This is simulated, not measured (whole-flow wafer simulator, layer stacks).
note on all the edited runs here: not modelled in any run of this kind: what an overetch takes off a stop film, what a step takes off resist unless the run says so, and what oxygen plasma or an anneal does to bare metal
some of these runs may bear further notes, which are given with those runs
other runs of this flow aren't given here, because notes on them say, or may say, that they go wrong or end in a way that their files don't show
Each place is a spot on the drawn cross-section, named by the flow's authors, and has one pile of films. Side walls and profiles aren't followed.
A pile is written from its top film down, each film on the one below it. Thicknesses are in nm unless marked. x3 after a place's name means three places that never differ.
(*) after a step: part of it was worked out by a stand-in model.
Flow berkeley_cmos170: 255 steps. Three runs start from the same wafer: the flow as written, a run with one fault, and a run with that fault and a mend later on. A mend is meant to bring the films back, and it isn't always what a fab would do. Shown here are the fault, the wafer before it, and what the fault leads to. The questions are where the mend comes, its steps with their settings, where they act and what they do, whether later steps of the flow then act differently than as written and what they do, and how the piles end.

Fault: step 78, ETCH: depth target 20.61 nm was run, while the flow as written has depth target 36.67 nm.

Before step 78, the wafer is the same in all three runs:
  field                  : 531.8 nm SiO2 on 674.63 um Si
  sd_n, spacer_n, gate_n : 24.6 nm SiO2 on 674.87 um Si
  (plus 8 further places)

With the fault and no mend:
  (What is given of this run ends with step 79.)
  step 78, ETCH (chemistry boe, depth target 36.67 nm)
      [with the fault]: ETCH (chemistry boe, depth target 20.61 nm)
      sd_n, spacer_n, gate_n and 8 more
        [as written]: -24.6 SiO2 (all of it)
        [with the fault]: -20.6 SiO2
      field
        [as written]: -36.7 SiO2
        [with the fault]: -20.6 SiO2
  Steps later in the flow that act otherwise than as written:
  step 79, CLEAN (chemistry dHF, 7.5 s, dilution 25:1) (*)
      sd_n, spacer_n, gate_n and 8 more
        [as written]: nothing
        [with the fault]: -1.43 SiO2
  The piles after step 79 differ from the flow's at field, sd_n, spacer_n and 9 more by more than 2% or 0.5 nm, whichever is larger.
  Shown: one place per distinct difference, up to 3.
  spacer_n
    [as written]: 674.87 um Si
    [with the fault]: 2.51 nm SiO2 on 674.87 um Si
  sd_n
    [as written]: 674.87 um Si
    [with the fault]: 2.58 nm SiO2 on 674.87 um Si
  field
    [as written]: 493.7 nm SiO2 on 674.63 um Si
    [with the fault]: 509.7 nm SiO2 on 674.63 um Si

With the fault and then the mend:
  The mend stands after step 78.
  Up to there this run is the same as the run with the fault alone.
  step 78a, ETCH (chemistry boe, depth target 16.06 nm) (a further turn of the flow's step 78, with different settings)
      spacer_n, gate_n, spacer_p and 6 more
        -3.95 SiO2 (all of it)
      sd_n, sd_p
        -4.01 SiO2 (all of it)
      field
        -16.1 SiO2
  Later steps of the flow that are run all act as written at every place that is followed, up to a difference of at most 2% or 0.5 nm, whichever is larger.
  At every place that both follow, the piles at the end match the flow's.
